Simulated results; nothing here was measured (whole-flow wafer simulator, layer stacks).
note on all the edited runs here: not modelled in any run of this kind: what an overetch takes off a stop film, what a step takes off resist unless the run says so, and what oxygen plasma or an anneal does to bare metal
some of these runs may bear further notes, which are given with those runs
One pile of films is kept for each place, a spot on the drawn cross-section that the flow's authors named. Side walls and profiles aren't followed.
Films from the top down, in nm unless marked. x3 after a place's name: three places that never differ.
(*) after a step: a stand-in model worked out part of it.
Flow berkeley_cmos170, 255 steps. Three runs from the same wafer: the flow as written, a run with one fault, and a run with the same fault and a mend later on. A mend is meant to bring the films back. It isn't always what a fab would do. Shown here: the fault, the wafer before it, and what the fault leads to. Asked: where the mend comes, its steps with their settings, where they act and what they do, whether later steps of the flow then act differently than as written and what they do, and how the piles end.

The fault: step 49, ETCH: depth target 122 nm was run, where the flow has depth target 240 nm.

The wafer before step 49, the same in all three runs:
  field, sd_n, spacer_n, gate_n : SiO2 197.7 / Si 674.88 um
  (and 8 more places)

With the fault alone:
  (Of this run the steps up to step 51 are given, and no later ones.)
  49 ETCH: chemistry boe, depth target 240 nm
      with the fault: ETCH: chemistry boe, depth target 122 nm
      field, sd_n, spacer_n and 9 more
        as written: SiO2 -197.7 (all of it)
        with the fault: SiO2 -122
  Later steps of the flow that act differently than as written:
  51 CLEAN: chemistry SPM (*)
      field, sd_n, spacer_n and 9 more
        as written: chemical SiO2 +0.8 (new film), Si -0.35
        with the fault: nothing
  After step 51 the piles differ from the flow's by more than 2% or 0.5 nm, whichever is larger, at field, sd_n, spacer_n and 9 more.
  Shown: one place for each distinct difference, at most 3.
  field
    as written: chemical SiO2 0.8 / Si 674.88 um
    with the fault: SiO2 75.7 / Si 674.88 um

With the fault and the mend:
  The mend comes after step 50.
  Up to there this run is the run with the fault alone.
  50a ETCH: chemistry boe, depth target 118 nm (the flow's step 49 once more, with other settings)
      field, sd_n, spacer_n and 9 more
        SiO2 -75.7 (all of it)
  No later step of the flow acts differently than as written at any place that is followed.
  At the end the piles are the same as the flow's at every place that both follow.
